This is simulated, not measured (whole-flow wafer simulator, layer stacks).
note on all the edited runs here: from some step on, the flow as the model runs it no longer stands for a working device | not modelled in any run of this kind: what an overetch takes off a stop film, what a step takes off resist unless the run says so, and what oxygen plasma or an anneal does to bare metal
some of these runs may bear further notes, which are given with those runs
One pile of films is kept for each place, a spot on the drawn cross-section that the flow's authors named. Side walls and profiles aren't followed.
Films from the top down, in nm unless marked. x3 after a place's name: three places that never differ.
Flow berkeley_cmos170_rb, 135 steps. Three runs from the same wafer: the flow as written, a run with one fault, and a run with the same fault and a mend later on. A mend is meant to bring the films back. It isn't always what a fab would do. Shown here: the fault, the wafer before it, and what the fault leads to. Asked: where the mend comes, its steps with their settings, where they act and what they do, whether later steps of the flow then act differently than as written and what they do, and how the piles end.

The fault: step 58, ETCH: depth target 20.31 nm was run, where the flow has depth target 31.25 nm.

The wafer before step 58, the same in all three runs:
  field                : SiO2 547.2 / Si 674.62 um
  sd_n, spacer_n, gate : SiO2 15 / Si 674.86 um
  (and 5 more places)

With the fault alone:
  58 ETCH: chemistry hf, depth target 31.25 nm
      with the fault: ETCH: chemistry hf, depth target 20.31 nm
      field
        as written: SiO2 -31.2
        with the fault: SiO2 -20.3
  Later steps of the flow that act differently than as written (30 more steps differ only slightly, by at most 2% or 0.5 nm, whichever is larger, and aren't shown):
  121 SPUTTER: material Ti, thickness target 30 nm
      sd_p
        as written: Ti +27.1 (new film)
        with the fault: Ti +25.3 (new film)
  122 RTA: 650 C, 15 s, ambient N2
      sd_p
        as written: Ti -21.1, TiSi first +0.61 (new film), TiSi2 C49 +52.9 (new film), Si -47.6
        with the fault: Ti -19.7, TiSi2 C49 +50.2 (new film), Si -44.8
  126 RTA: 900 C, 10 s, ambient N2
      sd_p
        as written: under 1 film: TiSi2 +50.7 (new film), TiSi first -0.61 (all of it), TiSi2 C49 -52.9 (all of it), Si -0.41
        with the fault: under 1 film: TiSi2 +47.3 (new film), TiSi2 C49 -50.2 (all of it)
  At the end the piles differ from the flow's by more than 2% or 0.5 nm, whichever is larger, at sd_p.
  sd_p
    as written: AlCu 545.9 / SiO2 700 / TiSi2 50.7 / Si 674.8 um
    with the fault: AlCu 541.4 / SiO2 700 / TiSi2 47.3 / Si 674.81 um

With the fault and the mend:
  The mend comes after step 58.
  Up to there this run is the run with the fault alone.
  58a ETCH: chemistry hf, depth target 10.94 nm (the flow's step 58 once more, with other settings)
      field
        SiO2 -10.9
  No later step of the flow acts differently than as written, at any place that is followed, by more than 2% or 0.5 nm, whichever is larger.
  At the end the piles are the same as the flow's at every place that both follow.
